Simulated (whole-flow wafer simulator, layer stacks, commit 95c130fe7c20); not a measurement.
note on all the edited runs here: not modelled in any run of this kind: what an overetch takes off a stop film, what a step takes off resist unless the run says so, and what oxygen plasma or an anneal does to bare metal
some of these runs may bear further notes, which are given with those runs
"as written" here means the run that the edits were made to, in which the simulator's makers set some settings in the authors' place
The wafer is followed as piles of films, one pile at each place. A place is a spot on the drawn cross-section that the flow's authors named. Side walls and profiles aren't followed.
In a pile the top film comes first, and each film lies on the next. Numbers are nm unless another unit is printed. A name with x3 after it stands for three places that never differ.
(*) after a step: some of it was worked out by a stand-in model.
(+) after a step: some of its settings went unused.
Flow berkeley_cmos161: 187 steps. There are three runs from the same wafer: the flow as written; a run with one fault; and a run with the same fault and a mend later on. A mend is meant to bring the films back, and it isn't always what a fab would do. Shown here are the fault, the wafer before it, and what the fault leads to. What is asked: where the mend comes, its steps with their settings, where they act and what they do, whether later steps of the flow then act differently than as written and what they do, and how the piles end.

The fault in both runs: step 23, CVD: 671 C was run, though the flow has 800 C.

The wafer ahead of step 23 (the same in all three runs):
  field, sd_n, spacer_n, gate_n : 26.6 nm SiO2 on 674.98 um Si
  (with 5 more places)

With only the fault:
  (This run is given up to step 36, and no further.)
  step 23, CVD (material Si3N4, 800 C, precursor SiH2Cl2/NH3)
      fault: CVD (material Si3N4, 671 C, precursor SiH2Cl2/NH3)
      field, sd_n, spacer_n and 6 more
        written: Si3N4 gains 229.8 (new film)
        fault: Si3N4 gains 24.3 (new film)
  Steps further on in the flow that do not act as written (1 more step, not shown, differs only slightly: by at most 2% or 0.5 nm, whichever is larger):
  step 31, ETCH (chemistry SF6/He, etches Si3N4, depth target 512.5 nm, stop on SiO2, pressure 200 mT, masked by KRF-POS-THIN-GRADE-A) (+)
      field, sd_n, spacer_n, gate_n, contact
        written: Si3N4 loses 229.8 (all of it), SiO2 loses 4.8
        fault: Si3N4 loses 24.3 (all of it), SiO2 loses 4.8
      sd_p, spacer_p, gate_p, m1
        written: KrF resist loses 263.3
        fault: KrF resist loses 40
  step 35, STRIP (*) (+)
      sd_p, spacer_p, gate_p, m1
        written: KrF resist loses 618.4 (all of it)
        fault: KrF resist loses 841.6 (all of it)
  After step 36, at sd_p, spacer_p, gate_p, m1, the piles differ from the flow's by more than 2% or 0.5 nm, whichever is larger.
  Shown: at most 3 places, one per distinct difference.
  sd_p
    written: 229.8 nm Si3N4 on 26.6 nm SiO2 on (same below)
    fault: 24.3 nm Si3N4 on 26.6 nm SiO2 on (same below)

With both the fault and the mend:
  The mend stands after step 23.
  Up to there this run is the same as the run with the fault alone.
  step 23a, CVD (material Si3N4, 800 C, precursor SiH2Cl2/NH3) (the flow's step 23, run once more with other settings, which are not printed)
      field, sd_n, spacer_n and 6 more
        Si3N4 gains 205.4
  None of the later steps of the flow differs from how it acts as written, at any place that is followed, by more than 2% or 0.5 nm, whichever is larger.
  By the end, the piles equal the flow's at every place that both follow.
